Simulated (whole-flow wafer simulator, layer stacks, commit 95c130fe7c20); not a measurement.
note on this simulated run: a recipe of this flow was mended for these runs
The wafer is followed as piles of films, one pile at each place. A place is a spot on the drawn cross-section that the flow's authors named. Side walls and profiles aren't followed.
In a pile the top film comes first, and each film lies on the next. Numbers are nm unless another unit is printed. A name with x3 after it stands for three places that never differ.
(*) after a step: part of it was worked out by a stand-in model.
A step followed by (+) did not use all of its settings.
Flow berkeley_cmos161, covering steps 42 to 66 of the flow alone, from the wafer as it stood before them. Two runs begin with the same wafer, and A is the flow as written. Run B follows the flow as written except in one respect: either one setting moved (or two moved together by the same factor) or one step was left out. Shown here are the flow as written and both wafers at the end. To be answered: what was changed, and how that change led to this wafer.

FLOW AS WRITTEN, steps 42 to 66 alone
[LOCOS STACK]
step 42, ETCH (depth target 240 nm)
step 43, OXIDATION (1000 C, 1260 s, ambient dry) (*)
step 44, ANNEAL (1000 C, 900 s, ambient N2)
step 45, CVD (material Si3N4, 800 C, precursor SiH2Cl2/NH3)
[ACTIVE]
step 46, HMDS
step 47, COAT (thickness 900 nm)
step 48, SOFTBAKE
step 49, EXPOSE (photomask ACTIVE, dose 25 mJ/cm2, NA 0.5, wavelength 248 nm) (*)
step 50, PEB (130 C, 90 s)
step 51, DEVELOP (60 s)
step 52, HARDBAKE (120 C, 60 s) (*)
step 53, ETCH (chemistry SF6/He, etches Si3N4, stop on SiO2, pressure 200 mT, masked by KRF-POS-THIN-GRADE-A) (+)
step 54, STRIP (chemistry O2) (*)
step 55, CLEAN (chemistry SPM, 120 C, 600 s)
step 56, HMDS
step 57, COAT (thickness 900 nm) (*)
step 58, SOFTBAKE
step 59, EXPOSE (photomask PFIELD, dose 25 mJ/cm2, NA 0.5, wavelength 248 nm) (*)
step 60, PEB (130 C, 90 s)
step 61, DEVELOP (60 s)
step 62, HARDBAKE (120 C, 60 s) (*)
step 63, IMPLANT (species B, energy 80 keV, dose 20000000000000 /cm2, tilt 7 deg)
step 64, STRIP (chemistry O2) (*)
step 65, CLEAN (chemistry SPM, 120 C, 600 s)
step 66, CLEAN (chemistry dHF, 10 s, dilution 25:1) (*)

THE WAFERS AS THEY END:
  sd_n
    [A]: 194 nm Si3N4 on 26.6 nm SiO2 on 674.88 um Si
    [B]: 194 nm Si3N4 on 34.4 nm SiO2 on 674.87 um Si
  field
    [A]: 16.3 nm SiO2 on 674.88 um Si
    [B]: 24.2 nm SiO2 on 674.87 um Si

Cause: step 43, OXIDATION: 1030 C was run, whereas the flow has 1000 C.

How this came from the change, step by step:
  step 43, OXIDATION (1000 C, 1260 s, ambient dry) (*)
      field, sd_n, spacer_n and 6 more: A +26.6 SiO2 (new film), -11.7 Si | B +34.4 SiO2 (new film), -15.1 Si
